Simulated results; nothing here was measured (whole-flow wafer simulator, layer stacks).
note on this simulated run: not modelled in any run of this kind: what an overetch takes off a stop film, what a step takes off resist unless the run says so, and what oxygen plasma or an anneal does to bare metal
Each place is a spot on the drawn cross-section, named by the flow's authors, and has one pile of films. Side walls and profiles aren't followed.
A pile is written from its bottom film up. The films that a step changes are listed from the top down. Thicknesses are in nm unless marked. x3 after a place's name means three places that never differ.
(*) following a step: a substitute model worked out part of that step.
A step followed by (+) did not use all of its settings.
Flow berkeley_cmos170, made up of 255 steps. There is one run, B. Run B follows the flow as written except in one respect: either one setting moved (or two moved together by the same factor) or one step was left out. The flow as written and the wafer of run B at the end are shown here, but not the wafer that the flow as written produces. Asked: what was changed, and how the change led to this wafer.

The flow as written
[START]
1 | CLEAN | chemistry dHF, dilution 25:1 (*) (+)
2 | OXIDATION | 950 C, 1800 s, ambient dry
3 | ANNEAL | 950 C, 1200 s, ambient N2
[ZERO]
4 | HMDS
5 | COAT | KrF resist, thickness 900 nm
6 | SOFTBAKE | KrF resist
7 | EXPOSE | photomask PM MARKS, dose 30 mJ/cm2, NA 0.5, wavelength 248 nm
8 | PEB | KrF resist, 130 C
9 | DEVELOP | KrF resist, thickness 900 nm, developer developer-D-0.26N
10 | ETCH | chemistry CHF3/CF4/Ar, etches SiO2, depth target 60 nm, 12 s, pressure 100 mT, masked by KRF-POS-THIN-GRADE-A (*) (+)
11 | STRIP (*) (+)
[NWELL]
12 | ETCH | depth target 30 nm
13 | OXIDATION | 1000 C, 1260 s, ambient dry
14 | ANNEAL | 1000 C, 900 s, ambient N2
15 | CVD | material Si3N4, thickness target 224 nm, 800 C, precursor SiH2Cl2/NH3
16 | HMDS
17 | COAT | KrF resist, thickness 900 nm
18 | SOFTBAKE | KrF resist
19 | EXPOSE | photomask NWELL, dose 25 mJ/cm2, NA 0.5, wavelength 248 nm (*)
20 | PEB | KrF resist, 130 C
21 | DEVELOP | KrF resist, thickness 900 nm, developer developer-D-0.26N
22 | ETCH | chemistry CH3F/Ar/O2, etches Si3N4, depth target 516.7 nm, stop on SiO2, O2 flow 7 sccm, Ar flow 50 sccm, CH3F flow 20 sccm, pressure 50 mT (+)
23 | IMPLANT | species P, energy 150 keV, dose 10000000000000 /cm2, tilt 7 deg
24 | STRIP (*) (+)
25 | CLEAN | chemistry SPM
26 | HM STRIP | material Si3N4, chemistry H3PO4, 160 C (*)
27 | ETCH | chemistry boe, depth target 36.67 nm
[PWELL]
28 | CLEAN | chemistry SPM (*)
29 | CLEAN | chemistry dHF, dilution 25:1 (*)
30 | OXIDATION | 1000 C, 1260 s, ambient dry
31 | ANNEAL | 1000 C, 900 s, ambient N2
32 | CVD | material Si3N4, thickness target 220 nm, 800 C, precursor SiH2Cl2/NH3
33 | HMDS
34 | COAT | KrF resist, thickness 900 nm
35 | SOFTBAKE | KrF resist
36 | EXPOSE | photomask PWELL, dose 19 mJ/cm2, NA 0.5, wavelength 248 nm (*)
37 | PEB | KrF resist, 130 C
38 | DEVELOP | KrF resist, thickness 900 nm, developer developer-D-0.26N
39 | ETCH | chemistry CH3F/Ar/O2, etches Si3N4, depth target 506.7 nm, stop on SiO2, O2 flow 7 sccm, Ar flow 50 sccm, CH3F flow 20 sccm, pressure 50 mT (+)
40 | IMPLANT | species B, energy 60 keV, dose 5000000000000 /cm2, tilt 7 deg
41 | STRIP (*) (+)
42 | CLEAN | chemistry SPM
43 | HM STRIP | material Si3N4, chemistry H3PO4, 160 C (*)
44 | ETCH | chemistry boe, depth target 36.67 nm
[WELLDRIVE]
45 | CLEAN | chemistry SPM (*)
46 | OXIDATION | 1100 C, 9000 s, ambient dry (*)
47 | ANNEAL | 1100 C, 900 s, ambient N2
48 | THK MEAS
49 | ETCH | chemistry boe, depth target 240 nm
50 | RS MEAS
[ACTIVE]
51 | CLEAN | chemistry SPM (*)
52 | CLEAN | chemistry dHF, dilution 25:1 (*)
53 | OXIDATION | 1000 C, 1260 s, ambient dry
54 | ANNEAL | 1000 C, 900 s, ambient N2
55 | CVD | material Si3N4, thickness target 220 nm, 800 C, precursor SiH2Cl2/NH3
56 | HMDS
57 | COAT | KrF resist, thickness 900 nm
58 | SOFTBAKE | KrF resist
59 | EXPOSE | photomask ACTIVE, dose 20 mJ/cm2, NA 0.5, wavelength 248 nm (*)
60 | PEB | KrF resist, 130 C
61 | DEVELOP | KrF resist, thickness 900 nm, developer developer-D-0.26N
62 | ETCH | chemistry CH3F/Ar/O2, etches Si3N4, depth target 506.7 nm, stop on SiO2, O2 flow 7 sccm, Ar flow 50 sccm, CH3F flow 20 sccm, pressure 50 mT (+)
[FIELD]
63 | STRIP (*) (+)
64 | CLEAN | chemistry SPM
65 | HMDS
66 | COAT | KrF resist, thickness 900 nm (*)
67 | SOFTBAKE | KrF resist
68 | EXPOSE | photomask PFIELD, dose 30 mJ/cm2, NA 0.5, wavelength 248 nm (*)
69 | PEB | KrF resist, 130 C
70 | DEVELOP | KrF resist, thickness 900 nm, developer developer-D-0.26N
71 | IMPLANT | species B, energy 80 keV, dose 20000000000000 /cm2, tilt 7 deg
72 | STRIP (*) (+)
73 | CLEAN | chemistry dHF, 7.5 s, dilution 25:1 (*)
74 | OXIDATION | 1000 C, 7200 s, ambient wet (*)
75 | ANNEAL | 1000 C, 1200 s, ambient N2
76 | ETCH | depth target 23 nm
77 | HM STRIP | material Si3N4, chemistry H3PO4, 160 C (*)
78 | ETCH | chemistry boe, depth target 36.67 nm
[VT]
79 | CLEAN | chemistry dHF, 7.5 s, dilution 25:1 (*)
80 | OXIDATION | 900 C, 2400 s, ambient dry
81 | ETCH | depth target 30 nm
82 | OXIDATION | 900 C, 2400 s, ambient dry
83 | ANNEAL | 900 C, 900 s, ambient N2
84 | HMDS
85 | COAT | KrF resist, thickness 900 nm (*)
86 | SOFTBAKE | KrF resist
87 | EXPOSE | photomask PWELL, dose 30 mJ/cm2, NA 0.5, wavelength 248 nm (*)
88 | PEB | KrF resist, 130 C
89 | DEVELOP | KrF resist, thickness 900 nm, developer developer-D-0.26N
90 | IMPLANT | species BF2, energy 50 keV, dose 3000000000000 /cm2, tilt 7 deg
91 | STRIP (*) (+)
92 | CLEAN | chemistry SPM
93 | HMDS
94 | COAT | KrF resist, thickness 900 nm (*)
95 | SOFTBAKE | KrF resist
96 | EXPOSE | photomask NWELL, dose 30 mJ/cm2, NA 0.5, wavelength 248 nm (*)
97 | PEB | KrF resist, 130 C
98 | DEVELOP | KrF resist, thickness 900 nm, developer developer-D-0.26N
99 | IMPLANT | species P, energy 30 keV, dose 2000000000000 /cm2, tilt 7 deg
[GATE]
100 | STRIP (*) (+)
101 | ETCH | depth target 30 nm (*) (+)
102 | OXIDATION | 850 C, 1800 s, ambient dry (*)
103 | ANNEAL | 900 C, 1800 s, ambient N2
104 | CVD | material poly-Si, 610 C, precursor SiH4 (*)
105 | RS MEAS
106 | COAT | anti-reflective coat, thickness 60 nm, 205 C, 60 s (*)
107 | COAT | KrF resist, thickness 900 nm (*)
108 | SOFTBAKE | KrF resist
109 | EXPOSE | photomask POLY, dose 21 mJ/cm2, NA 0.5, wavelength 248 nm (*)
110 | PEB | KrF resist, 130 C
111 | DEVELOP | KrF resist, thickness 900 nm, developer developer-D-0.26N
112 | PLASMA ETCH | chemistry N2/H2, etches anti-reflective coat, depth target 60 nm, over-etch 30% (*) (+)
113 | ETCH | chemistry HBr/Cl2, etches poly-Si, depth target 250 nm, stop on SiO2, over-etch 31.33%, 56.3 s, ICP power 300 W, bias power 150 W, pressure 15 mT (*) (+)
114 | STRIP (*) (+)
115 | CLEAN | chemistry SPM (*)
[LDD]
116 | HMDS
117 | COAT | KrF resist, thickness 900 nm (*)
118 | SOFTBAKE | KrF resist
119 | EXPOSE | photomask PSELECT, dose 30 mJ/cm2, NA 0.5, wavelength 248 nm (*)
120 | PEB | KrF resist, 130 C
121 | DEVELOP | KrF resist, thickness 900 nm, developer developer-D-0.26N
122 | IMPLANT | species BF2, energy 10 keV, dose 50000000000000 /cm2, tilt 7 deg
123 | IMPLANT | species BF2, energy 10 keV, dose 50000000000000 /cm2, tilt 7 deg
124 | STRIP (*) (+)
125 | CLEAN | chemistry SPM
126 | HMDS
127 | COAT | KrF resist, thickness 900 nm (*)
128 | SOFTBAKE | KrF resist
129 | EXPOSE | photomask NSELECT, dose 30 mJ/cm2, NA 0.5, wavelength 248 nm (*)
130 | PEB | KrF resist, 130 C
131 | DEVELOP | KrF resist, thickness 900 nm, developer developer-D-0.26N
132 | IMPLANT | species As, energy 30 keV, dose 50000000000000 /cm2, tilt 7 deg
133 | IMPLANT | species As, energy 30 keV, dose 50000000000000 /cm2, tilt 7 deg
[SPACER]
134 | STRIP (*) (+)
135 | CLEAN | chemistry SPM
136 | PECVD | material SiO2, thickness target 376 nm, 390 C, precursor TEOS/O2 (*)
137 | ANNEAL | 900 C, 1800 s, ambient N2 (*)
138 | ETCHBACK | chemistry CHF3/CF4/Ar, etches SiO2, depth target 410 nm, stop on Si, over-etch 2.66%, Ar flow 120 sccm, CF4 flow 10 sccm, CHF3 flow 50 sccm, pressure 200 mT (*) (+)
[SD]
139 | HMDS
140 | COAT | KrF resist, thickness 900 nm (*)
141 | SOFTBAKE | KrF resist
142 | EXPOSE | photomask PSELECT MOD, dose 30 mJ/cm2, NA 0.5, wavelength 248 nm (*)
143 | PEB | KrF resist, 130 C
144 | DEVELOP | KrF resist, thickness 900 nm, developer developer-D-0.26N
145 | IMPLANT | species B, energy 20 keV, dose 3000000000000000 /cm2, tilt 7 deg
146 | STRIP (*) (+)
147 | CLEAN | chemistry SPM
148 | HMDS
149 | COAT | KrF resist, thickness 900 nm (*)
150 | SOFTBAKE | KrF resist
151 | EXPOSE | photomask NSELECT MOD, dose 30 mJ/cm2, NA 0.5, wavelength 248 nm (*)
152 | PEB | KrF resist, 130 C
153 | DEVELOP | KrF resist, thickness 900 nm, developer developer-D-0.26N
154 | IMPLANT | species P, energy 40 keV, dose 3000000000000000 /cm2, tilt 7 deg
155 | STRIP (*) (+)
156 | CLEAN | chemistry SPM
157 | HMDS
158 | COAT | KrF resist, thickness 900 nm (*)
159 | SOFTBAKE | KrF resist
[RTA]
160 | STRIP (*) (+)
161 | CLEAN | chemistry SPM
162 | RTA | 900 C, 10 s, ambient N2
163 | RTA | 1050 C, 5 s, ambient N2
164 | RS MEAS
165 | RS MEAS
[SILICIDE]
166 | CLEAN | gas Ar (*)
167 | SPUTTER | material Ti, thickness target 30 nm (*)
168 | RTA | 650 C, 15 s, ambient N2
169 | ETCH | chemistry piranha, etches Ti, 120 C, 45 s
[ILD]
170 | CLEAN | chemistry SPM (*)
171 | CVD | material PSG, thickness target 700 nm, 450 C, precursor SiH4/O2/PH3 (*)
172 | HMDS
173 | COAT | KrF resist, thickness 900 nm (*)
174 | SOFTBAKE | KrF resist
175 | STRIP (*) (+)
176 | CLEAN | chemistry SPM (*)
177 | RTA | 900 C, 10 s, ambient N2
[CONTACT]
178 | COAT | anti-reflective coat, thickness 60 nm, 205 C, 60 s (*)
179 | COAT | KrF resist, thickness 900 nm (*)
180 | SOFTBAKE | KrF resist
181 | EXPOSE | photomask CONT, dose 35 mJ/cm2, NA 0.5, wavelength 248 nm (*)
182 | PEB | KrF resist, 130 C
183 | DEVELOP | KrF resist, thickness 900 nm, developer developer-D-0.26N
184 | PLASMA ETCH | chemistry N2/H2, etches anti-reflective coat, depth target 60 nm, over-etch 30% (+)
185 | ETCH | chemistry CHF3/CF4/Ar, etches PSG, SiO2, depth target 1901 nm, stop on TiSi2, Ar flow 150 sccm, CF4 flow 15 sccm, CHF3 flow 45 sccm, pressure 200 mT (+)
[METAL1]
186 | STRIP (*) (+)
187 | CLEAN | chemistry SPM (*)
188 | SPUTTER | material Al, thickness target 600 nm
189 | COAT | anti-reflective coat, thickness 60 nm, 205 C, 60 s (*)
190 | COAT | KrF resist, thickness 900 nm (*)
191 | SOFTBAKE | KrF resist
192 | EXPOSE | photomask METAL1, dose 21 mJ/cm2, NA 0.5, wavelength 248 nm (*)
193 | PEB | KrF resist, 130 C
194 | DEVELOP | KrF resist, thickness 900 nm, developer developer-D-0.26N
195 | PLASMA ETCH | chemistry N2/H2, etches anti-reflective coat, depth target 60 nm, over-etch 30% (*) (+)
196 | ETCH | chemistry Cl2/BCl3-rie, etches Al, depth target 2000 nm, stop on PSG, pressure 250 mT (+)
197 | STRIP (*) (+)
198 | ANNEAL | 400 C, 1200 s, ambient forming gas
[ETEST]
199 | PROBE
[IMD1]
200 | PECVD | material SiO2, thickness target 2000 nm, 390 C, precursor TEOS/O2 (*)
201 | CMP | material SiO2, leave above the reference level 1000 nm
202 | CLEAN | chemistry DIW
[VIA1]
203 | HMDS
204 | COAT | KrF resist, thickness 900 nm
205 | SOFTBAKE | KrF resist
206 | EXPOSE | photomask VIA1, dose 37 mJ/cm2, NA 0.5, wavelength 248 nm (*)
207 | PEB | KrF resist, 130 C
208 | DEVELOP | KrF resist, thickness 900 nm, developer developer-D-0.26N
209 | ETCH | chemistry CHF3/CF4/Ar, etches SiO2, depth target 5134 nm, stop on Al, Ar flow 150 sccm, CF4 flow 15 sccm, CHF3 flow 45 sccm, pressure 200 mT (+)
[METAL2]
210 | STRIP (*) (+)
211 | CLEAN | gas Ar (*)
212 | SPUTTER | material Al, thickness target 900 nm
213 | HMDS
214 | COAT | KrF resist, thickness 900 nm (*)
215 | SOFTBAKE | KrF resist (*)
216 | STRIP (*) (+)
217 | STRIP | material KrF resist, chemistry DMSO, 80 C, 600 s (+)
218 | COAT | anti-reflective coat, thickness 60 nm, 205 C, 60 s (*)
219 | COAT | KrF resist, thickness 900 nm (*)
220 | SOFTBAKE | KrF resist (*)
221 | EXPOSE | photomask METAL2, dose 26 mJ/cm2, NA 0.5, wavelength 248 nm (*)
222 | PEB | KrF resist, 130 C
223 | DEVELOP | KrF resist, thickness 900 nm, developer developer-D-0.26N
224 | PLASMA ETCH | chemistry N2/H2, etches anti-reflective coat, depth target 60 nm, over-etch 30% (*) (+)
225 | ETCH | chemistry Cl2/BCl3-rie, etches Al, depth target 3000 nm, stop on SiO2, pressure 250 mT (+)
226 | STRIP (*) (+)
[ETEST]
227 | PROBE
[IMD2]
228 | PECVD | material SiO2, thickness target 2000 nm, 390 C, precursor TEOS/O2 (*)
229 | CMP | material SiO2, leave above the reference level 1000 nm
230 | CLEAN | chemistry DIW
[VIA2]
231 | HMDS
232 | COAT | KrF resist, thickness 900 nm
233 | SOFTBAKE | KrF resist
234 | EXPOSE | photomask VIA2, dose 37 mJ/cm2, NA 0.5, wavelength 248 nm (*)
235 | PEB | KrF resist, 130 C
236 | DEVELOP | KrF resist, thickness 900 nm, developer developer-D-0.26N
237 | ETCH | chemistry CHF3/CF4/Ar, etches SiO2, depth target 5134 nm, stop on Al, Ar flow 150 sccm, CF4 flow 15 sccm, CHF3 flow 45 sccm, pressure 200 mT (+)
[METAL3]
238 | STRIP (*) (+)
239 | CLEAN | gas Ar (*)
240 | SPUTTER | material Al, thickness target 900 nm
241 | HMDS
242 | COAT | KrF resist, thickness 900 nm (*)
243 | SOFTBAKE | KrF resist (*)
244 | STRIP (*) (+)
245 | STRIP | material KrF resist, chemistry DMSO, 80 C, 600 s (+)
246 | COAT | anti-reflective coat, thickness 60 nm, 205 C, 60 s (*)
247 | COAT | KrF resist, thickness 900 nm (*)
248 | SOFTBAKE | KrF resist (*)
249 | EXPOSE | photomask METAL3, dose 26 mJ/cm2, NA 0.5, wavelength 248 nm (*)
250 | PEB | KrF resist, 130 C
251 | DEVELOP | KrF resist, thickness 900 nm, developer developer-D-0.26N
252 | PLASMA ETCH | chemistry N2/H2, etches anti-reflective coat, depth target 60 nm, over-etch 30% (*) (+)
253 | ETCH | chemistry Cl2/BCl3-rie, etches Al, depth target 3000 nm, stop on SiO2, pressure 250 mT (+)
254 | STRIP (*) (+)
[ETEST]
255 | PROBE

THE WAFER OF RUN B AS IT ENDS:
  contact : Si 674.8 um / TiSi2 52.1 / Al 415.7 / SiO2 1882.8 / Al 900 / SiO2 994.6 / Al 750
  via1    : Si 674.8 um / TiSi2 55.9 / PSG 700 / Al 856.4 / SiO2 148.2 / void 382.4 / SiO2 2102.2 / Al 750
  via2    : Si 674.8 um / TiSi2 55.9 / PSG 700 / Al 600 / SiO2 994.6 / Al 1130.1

The reason: step 240, SPUTTER: thickness target 750 nm was run, whereas the flow has thickness target 900 nm.
One can read it off the wafer: contact has Al 750, and step 240 as written asks for 900 nm.

How this came from the change, step by step:
  240 | SPUTTER | material Al, thickness target 900 nm
      field, sd_n, spacer_n and 8 more: +750 Al (new film) (in the flow as written it would be: +900 Al (new film))
      via2: +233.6 Al (in the flow as written it would be: +260 Al)
  242 | COAT | KrF resist, thickness 900 nm (*)
      via2: +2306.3 KrF resist (new film) (in the flow as written it would be: +2425.4 KrF resist (new film))
  244 | STRIP (*) (+)
      via2: -2306.3 KrF resist (all of it) (in the flow as written it would be: -2425.4 KrF resist (all of it))
  246 | COAT | anti-reflective coat, thickness 60 nm, 205 C, 60 s (*)
      via2: +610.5 anti-reflective coat (new film) (in the flow as written it would be: +670.7 anti-reflective coat (new film))
  247 | COAT | KrF resist, thickness 900 nm (*)
      via2: +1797 KrF resist (new film) (in the flow as written it would be: +1869.1 KrF resist (new film))
  253 | ETCH | chemistry Cl2/BCl3-rie, etches Al, depth target 3000 nm, stop on SiO2, pressure 250 mT (+)
      field, sd_n, spacer_n, gate_n, sd_p, spacer_p, gate_p: -750 Al (all of it), -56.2 SiO2 (in the flow as written it would be: -900 Al (all of it), -56.2 SiO2)
      contact, m1, via1, m2, via2: -600 KrF resist (in the flow as written it would be: -675 KrF resist)
  254 | STRIP (*) (+)
      contact: -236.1 KrF resist (all of it), -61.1 anti-reflective coat (all of it) (in the flow as written it would be: -161.3 KrF resist (all of it), -61.1 anti-reflective coat (all of it))
      m1: -230.9 KrF resist (all of it), -40.7 anti-reflective coat (all of it) (in the flow as written it would be: -158.8 KrF resist (all of it), -41 anti-reflective coat (all of it))
      (as well as at 3 more places)
